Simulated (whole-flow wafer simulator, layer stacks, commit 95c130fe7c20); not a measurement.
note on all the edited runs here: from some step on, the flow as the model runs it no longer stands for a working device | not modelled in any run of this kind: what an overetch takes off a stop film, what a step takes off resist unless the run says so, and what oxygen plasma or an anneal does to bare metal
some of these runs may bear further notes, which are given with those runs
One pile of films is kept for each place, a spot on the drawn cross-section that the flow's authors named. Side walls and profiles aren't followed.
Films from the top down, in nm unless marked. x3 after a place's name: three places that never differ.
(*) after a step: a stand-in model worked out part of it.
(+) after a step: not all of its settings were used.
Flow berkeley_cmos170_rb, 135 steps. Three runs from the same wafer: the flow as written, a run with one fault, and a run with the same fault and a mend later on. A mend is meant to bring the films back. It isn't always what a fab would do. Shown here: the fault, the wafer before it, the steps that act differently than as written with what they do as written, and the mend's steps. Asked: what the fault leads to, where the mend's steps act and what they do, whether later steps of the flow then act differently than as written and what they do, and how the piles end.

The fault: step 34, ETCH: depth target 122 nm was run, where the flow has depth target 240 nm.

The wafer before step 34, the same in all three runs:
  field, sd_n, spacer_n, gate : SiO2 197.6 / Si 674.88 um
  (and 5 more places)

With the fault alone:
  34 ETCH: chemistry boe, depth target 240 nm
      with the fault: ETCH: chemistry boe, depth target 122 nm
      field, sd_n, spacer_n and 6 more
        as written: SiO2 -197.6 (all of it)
        with the fault: SiO2 -122
  Later steps of the flow that act differently than as written (15 more steps differ only slightly, by at most 2% or 0.5 nm, whichever is larger, and aren't shown):
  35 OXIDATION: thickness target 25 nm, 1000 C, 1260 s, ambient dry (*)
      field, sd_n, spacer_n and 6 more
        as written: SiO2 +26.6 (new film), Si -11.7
        with the fault: SiO2 +13.1, Si -5.74
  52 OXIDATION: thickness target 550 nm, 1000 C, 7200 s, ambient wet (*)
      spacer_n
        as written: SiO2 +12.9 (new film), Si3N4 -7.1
        with the fault: SiO2 +12.9 (new film), Si3N4 -7.1, SiO2 +0.17, Si -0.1
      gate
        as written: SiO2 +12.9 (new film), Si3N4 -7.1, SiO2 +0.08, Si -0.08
        with the fault: SiO2 +12.9 (new film), Si3N4 -7.1, SiO2 +0.1
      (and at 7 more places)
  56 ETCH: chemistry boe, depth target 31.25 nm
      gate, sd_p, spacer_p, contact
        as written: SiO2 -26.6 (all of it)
        with the fault: SiO2 -31.2
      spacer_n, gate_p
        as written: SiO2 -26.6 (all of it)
        with the fault: SiO2 -31.3
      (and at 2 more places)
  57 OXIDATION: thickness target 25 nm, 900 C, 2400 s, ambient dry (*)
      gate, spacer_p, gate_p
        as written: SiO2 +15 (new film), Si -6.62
        with the fault: SiO2 +7.9, Si -3.47
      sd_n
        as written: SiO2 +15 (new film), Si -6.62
        with the fault: SiO2 +4.51, Si -1.98
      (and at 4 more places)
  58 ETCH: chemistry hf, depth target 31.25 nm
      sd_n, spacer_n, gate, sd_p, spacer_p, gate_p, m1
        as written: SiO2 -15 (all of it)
        with the fault: SiO2 -31.2
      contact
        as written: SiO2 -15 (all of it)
        with the fault: SiO2 -31.3
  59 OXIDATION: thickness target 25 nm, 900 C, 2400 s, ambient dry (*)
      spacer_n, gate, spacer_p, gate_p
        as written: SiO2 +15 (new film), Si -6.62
        with the fault: SiO2 +7.75, Si -3.41
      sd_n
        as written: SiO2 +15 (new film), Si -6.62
        with the fault: SiO2 +6.91, Si -3.04
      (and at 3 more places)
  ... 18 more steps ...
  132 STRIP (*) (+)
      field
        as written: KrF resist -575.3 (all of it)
        with the fault: KrF resist -563.5 (all of it)
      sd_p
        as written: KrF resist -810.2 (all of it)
        with the fault: KrF resist -833.2 (all of it)
  At the end the piles differ from the flow's by more than 2% or 0.5 nm, whichever is larger, at sd_n, gate, sd_p, gate_p, m1.
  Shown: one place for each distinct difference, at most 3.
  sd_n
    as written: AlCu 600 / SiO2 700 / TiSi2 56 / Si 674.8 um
    with the fault: AlCu 600 / SiO2 718.2 / Si 674.85 um
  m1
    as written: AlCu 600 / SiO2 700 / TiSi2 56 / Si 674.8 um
    with the fault: AlCu 600 / SiO2 730 / Si 674.85 um
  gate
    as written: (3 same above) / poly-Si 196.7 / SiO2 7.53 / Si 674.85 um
    with the fault: (3 same above) / poly-Si 196.7 / SiO2 15 / Si 674.87 um

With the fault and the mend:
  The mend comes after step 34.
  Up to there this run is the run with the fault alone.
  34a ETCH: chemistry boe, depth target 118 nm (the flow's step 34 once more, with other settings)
      field, sd_n, spacer_n and 6 more
        SiO2 -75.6 (all of it)
  No later step of the flow acts differently than as written at any place that is followed.
  At the end the piles are the same as the flow's at every place that both follow.
